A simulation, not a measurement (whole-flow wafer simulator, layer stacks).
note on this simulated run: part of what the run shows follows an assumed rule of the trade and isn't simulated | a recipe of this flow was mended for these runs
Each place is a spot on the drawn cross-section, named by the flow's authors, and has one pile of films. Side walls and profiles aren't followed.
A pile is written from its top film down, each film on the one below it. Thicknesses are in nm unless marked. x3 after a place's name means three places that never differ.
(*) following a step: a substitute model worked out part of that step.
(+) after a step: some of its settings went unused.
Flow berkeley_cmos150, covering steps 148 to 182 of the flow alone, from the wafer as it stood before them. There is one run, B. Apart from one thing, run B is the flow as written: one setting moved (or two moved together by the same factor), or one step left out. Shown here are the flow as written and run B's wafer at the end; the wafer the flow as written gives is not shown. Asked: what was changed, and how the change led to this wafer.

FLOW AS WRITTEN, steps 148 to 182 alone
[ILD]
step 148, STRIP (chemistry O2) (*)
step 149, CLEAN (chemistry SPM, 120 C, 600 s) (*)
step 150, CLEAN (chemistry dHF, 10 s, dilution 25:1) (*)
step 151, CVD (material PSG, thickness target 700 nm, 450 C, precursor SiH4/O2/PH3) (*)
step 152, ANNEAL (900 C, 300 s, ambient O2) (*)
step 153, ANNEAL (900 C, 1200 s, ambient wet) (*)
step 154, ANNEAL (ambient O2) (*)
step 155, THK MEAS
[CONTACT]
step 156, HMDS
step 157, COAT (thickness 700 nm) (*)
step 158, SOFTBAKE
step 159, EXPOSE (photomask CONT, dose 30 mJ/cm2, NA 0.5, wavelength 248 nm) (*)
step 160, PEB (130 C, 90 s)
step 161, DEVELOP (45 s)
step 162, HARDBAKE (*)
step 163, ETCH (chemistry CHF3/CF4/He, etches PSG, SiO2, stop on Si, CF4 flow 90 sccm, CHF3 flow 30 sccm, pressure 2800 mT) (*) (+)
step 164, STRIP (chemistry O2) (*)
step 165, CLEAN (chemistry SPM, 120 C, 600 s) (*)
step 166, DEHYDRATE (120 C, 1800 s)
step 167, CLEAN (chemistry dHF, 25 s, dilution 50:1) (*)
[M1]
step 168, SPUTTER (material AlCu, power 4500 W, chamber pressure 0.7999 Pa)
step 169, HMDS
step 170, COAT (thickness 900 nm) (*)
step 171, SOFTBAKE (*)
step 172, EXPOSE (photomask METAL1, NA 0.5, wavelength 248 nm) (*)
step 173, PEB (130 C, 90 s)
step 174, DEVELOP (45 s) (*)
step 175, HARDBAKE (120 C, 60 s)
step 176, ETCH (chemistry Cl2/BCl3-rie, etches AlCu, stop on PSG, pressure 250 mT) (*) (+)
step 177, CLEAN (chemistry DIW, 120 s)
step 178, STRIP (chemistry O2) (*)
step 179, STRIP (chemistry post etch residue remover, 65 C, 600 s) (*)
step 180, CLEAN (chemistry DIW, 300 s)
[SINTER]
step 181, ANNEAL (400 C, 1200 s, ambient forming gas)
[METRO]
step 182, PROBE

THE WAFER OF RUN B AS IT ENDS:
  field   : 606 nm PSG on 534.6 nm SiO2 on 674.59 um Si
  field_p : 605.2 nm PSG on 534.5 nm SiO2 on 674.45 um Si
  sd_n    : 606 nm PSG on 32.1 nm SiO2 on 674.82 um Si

Cause: step 153, ANNEAL: 885 s was run, though the flow has 1200 s.

How this came from the change, step by step:
  step 153, ANNEAL (900 C, 1200 s, ambient wet) (*)
      sd_n, contact, m1: PSG loses 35, SiO2 gains 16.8, Si loses 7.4 (it would be, as written: PSG loses 35, SiO2 gains 22.8, Si loses 10)
      field, field_p: PSG loses 35, SiO2 gains 12, Si loses 5.28 (it would be, as written: PSG loses 35, SiO2 gains 16.3, Si loses 7.15)
      (as well as at 3 more places)
  step 163, ETCH (chemistry CHF3/CF4/He, etches PSG, SiO2, stop on Si, CF4 flow 90 sccm, CHF3 flow 30 sccm, pressure 2800 mT) (*) (+)
      contact: PSG loses 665 (all of it), SiO2 loses 32.1 (all of it), Si loses 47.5 (it would be, as written: PSG loses 665 (all of it), SiO2 loses 38.1 (all of it), Si loses 47.5)
  step 176, ETCH (chemistry Cl2/BCl3-rie, etches AlCu, stop on PSG, pressure 250 mT) (*) (+)
      gate_p: AlCu loses 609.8 (all of it), PSG loses 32 (it would be, as written: AlCu loses 616.1 (all of it), PSG loses 31.2)
